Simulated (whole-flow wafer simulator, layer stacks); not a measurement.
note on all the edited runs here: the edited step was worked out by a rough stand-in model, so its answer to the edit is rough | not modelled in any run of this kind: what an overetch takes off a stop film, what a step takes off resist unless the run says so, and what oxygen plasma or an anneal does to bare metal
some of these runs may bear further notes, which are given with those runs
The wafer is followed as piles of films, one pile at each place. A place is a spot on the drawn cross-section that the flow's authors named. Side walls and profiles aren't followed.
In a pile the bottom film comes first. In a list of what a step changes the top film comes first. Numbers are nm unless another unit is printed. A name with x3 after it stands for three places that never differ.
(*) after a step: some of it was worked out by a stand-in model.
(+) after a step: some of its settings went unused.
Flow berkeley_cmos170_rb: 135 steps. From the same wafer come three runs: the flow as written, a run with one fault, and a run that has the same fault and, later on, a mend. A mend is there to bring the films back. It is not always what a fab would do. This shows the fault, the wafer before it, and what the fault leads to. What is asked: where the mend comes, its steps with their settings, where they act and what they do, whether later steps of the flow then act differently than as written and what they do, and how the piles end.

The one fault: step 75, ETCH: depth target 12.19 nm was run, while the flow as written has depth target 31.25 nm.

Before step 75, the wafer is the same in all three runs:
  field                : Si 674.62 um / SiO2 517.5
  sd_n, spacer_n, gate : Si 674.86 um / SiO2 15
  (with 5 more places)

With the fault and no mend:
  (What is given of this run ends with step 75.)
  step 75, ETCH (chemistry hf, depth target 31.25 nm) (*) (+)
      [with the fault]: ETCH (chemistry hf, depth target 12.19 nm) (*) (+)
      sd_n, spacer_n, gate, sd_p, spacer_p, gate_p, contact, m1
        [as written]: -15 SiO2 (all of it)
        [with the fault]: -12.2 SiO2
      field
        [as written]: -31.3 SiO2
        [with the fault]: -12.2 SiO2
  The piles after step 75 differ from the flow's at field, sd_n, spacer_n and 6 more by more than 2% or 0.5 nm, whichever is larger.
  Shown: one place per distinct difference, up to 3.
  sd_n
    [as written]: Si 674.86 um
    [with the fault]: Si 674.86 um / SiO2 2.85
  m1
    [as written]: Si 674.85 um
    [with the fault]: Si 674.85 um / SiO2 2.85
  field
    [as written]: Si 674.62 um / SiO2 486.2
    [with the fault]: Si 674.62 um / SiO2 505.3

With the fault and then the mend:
  The mend stands after step 75.
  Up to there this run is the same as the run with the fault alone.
  step 75a, ETCH (chemistry hf, depth target 19.06 nm) (*) (+) (the flow's step 75, run once more with other settings)
      sd_n, spacer_n, gate, sd_p, spacer_p, gate_p, contact, m1
        -2.85 SiO2 (all of it)
      field
        -19.1 SiO2
  Later steps of the flow that are run all act as written at every place that is followed, up to a difference of at most 2% or 0.5 nm, whichever is larger.
  At every place that both follow, the piles at the end match the flow's.
